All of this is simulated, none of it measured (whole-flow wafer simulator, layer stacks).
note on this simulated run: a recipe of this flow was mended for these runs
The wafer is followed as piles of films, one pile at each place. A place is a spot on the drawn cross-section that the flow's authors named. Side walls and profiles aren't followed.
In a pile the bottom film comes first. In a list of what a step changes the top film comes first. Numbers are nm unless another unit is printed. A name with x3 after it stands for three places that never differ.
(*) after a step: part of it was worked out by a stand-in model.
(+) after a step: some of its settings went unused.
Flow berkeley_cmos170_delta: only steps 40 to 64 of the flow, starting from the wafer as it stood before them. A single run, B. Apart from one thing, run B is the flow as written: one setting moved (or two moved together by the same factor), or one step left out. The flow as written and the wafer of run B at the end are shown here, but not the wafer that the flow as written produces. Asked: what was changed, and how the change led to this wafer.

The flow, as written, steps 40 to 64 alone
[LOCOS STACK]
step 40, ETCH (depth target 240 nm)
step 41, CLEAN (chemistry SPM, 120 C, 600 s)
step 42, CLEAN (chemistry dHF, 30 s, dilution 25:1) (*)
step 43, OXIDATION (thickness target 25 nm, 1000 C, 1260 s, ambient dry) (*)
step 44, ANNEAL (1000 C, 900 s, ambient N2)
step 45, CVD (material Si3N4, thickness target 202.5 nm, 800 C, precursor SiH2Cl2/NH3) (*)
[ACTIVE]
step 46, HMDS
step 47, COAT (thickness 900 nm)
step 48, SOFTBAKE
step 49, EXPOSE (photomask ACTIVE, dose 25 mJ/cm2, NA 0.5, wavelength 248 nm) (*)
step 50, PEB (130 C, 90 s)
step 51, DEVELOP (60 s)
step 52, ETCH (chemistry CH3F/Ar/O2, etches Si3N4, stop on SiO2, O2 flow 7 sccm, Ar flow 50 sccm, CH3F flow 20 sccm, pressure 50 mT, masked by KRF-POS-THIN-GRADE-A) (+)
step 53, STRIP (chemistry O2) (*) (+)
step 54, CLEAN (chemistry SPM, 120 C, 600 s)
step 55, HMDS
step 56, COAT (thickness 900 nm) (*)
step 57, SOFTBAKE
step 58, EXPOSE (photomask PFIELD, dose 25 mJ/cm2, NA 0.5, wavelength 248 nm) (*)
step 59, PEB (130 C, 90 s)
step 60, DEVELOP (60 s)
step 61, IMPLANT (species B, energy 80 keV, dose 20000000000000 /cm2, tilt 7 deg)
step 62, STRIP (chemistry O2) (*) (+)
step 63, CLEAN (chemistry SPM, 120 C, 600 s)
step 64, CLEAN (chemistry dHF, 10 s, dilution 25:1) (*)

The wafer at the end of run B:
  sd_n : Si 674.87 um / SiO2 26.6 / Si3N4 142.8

Cause: step 45, CVD: thickness target 143.4 nm was run, though the flow has thickness target 202.5 nm.

The path from the change to this, step by step:
  step 45, CVD (material Si3N4, thickness target 202.5 nm, 800 C, precursor SiH2Cl2/NH3) (*)
      field, sd_n, spacer_n and 6 more: +143.4 Si3N4 (new film) (it would be, as written: +202.5 Si3N4 (new film))
  step 52, ETCH (chemistry CH3F/Ar/O2, etches Si3N4, stop on SiO2, O2 flow 7 sccm, Ar flow 50 sccm, CH3F flow 20 sccm, pressure 50 mT, masked by KRF-POS-THIN-GRADE-A) (+)
      sd_n, spacer_n, gate, sd_p, spacer_p, gate_p, contact, m1: -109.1 KrF-resist (it would be, as written: -148.5 KrF-resist)
      field: -143.4 Si3N4 (all of it), -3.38 SiO2 (it would be, as written: -202.5 Si3N4 (all of it), -3.38 SiO2)
  step 53, STRIP (chemistry O2) (*) (+)
      sd_n, spacer_n, gate, sd_p, spacer_p, gate_p, contact, m1: -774 KrF-resist (all of it) (it would be, as written: -734.6 KrF-resist (all of it))
  step 56, COAT (thickness 900 nm) (*)
      sd_n: +824.5 KrF-resist (new film) (it would be, as written: +794.3 KrF-resist (new film))
      spacer_n: +845.5 KrF-resist (new film) (it would be, as written: +824.6 KrF-resist (new film))
      (and at 6 other places as well)
  step 62, STRIP (chemistry O2) (*) (+)
      sd_n: -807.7 KrF-resist (all of it) (it would be, as written: -777.7 KrF-resist (all of it))
      spacer_n: -828.8 KrF-resist (all of it) (it would be, as written: -807.8 KrF-resist (all of it))
      (and at 6 other places as well)
